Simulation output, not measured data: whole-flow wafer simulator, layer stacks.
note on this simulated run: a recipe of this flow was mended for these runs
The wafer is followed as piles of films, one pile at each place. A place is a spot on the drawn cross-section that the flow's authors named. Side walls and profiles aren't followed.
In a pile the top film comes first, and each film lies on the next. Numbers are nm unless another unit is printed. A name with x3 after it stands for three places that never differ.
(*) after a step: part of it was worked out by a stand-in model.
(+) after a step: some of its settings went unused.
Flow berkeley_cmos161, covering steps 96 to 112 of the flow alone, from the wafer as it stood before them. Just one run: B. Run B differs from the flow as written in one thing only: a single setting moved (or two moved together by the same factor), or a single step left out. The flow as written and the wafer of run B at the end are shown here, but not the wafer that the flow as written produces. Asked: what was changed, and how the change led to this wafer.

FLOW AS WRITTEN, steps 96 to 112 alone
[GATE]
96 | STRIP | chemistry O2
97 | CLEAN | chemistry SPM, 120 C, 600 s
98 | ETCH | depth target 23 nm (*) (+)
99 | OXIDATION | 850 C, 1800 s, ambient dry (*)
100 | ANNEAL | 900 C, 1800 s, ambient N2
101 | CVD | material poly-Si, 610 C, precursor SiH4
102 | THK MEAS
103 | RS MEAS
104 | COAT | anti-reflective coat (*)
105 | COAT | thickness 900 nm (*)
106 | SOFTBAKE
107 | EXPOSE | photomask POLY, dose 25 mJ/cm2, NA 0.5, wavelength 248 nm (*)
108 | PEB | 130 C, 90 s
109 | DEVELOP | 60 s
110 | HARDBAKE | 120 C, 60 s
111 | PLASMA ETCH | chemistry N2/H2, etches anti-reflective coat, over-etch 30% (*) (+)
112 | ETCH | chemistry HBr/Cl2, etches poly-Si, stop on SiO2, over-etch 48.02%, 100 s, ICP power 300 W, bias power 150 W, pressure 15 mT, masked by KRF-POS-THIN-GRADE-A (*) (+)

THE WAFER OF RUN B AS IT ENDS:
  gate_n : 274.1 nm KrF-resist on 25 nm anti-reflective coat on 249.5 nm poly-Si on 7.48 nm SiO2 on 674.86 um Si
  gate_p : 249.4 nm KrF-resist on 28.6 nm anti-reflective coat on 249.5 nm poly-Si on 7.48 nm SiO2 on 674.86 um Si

What caused this: step 105, COAT: thickness 495 nm was run, though the flow has thickness 900 nm.

The path from the change to this, step by step:
  105 | COAT | thickness 900 nm (*)
      field: +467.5 KrF-resist (new film) (it would be, as written: +868.3 KrF-resist (new film))
      sd_n: +502.9 KrF-resist (new film) (it would be, as written: +909.1 KrF-resist (new film))
      (and at 7 other places as well)
  108 | PEB | 130 C, 90 s
      spacer_p, gate_p: -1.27 KrF-resist (it would be, as written: -2.41 KrF-resist)
      field: -0.98 KrF-resist (it would be, as written: -2.04 KrF-resist)
      (and at 6 other places as well)
  109 | DEVELOP | 60 s
      field: -466.5 KrF-resist (all of it) (it would be, as written: -866.3 KrF-resist (all of it))
      sd_n: -501.8 KrF-resist (all of it) (it would be, as written: -907 KrF-resist (all of it))
      (and at 5 other places as well)
  110 | HARDBAKE | 120 C, 60 s
      gate_n: -90 KrF-resist (it would be, as written: -153.6 KrF-resist)
      gate_p: -85.6 KrF-resist (it would be, as written: -148.8 KrF-resist)
